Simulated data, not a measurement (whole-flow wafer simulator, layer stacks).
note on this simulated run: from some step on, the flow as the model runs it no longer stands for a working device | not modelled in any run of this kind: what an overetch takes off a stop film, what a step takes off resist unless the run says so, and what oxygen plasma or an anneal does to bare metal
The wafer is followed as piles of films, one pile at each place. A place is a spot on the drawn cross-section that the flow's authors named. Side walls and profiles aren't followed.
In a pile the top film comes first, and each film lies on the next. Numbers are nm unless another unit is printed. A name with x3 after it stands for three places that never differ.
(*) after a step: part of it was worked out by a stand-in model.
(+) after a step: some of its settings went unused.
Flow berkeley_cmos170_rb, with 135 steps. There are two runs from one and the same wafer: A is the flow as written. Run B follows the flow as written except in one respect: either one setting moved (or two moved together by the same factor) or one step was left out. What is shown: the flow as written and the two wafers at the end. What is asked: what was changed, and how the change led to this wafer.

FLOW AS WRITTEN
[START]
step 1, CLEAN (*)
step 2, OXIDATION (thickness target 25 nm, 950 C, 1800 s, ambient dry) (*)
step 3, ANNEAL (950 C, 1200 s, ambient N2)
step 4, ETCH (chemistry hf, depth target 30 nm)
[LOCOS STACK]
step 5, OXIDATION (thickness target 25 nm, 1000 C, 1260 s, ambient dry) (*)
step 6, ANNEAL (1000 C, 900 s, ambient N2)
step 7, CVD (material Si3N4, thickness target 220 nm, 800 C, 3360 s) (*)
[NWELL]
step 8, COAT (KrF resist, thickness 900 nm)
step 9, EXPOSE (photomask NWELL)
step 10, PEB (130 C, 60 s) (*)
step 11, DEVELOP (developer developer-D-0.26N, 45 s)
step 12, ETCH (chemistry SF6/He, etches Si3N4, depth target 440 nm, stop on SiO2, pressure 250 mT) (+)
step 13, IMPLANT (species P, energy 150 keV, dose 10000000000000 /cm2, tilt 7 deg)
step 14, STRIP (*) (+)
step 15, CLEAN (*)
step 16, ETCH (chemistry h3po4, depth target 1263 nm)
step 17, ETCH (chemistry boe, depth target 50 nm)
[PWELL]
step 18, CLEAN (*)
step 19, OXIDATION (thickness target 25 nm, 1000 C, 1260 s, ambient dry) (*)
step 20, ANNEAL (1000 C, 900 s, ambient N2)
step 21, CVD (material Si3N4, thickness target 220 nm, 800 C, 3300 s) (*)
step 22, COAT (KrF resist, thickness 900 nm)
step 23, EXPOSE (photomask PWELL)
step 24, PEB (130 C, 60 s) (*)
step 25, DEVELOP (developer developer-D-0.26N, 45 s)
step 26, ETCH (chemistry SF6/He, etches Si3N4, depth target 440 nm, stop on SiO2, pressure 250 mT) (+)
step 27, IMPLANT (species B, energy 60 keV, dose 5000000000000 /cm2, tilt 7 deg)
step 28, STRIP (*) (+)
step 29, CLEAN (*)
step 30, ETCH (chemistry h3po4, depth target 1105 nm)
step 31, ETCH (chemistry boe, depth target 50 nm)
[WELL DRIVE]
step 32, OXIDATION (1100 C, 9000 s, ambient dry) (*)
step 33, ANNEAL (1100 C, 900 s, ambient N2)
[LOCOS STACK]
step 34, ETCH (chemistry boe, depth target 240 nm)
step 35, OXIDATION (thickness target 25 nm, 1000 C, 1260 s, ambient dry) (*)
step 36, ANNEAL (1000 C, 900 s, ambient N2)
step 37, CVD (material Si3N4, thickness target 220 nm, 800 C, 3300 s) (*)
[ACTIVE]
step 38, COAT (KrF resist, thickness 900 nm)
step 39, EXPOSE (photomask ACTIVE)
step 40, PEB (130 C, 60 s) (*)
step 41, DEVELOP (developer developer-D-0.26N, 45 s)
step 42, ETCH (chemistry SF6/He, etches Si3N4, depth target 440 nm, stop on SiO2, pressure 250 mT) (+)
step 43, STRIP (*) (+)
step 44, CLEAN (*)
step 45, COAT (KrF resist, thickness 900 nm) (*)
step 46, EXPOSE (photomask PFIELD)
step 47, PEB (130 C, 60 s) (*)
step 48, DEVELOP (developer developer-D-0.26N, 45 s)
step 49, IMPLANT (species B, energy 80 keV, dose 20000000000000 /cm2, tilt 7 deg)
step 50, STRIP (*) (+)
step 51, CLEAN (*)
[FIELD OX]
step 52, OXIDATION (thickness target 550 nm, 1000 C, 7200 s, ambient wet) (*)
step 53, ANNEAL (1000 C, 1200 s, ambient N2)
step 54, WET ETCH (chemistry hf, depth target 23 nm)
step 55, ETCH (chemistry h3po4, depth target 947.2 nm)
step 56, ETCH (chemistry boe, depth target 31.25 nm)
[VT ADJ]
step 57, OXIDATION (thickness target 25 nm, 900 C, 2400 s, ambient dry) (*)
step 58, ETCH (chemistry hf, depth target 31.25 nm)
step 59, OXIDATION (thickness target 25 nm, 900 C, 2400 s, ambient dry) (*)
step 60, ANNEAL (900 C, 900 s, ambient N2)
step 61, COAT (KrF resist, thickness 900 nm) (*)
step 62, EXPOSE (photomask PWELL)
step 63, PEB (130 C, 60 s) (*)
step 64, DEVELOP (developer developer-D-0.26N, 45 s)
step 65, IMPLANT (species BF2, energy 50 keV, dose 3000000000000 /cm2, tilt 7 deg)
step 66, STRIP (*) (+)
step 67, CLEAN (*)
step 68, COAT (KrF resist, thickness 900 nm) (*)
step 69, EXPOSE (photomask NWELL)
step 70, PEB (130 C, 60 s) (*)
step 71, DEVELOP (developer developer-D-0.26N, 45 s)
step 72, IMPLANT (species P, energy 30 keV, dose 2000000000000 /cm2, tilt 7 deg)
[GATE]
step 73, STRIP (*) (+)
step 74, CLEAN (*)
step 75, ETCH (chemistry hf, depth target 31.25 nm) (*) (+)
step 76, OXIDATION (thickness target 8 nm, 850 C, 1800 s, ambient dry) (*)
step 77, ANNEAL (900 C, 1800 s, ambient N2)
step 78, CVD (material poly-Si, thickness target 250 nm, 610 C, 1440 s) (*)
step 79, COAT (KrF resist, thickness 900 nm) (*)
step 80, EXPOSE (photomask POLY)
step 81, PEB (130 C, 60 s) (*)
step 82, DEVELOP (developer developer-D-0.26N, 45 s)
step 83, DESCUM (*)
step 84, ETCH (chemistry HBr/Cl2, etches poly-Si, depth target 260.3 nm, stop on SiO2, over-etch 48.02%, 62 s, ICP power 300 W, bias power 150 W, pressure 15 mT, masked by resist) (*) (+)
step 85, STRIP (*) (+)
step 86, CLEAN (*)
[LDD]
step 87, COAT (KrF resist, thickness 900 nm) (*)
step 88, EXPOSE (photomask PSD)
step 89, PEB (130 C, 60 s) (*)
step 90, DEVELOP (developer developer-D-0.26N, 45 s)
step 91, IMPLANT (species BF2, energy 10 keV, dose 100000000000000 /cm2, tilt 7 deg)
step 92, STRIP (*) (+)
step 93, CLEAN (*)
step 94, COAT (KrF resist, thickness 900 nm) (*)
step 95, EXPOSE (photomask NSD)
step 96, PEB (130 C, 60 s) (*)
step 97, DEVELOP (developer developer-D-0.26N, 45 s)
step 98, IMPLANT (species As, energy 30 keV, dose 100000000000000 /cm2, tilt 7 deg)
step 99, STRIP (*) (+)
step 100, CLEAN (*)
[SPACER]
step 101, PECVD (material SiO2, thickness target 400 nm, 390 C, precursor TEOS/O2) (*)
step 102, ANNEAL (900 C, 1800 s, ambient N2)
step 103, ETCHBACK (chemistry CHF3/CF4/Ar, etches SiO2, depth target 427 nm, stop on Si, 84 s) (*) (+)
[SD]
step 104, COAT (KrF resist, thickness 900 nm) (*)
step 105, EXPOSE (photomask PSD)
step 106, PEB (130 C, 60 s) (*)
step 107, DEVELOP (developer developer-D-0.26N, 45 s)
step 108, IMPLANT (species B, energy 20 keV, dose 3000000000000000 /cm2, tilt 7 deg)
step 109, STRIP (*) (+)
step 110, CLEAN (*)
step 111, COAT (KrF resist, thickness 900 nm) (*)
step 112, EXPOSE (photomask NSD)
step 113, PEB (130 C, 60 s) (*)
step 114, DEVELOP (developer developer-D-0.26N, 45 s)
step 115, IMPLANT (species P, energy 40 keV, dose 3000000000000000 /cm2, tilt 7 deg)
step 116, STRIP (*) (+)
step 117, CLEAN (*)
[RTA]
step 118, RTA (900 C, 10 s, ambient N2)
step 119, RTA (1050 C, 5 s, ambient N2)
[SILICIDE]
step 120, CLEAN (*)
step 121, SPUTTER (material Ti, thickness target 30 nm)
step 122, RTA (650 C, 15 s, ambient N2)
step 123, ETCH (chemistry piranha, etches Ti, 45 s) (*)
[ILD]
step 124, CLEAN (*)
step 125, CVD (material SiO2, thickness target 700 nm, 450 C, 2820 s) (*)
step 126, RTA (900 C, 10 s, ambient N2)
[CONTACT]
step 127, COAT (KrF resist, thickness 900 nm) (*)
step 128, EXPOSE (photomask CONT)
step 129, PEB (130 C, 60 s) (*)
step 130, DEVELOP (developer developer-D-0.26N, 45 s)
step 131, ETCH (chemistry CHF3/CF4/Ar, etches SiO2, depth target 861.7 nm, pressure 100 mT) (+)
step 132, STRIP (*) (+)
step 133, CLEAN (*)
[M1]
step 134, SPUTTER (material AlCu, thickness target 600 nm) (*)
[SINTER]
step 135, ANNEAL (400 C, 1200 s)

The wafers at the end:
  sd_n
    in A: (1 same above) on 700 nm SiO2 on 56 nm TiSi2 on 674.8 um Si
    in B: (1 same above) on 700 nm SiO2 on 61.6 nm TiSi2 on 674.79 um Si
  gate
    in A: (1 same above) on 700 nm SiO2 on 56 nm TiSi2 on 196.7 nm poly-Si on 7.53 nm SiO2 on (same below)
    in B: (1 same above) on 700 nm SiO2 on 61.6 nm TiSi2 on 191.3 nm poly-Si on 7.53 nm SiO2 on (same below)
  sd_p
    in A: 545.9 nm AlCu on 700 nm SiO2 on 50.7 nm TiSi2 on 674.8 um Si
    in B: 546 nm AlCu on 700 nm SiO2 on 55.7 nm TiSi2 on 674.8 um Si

Cause: step 121, SPUTTER: thickness target 33 nm was run, though the flow has thickness target 30 nm.

The path from the change to this, step by step:
  step 121, SPUTTER (material Ti, thickness target 30 nm)
      field, sd_n, spacer_n, gate, spacer_p, gate_p, contact, m1: A +30 Ti (new film) | B +33 Ti (new film)
      sd_p: A +27.1 Ti (new film) | B +29.8 Ti (new film)
  step 122, RTA (650 C, 15 s, ambient N2)
      sd_n, contact, m1: A -23.4 Ti, +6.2 TiSi first (new film), +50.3 TiSi2 C49 (new film), -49 Si | B -25.7 Ti, +12.3 TiSi first (new film), +47.2 TiSi2 C49 (new film), -50.3 Si
      gate, gate_p: A -23.4 Ti, +6.2 TiSi first (new film), +50.3 TiSi2 C49 (new film), -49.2 poly-Si | B -25.7 Ti, +12.3 TiSi first (new film), +47.2 TiSi2 C49 (new film), -50.5 poly-Si
      (and at 1 other place as well)
  step 123, ETCH (chemistry piranha, etches Ti, 45 s) (*)
      sd_n, gate, gate_p, contact, m1: A -6.6 Ti (all of it) | B -7.26 Ti (all of it)
      field, spacer_n, spacer_p: A -30 Ti (all of it) | B -33 Ti (all of it)
      (and at 1 other place as well)
  step 126, RTA (900 C, 10 s, ambient N2)
      sd_n, contact, m1: A under 1 film: +56 TiSi2 (new film), -6.2 TiSi first (all of it), -50.3 TiSi2 C49 (all of it), -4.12 Si | B under 1 film: +61.6 TiSi2 (new film), -12.3 TiSi first (all of it), -47.2 TiSi2 C49 (all of it), -8.17 Si
      gate, gate_p: A under 1 film: +56 TiSi2 (new film), -6.2 TiSi first (all of it), -50.3 TiSi2 C49 (all of it), -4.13 poly-Si | B under 1 film: +61.6 TiSi2 (new film), -12.3 TiSi first (all of it), -47.2 TiSi2 C49 (all of it), -8.21 poly-Si
      (and at 1 other place as well)
